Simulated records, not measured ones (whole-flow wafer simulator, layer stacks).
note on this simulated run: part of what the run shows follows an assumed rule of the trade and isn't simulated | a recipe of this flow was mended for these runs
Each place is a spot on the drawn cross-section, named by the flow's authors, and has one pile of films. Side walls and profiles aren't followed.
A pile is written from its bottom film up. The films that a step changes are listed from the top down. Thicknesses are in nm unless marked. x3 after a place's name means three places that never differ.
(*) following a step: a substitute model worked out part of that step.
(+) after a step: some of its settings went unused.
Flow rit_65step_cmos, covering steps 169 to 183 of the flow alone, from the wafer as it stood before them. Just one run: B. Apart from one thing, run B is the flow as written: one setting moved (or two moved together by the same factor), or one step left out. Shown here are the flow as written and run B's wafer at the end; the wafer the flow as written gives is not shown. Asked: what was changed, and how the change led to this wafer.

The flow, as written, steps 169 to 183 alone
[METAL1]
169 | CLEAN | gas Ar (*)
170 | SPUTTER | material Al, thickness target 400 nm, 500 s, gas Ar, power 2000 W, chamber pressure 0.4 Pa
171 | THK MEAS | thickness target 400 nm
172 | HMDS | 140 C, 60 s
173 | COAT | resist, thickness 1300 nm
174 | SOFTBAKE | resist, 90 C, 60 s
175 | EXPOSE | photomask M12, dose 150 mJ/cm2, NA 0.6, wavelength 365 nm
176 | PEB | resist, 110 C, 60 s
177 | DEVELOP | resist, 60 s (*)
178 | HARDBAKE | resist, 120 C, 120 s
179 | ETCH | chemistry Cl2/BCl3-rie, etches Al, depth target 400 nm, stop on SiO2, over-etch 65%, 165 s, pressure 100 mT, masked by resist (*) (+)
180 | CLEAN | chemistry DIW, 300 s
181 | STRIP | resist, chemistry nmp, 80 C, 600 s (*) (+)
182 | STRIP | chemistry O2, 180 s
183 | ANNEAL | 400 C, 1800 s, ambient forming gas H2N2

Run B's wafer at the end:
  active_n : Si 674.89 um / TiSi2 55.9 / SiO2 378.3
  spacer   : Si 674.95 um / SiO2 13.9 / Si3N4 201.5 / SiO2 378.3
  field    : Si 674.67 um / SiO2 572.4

What caused this: step 170, SPUTTER: thickness target 544 nm was run, while the flow as written has thickness target 400 nm; step 170, SPUTTER: 680 s was run, where the flow has 500 s.

Step by step, how the change led to this:
  170 | SPUTTER | material Al, thickness target 400 nm, 500 s, gas Ar, power 2000 W, chamber pressure 0.4 Pa
      field, field_pw, field_nw and 10 more: +544 Al (new film) (it would be, as written: +400 Al (new film))
      contact: +335.6 Al (new film) (it would be, as written: +255.4 Al (new film))
  173 | COAT | resist, thickness 1300 nm
      contact: +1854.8 resist (new film) (it would be, as written: +1785.1 resist (new film))
  176 | PEB | resist, 110 C, 60 s
      contact: -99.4 resist (it would be, as written: -95.5 resist)
  178 | HARDBAKE | resist, 120 C, 120 s
      contact: -64.9 resist (it would be, as written: -62.1 resist)
  179 | ETCH | chemistry Cl2/BCl3-rie, etches Al, depth target 400 nm, stop on SiO2, over-etch 65%, 165 s, pressure 100 mT, masked by resist (*) (+)
      field, field_pw, field_nw and 9 more: -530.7 Al (all of it), -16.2 SiO2 (it would be, as written: -386.7 Al (all of it), -34.2 SiO2)
  181 | STRIP | resist, chemistry nmp, 80 C, 600 s (*) (+)
      contact: -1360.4 resist (all of it) (it would be, as written: -1297.5 resist (all of it))
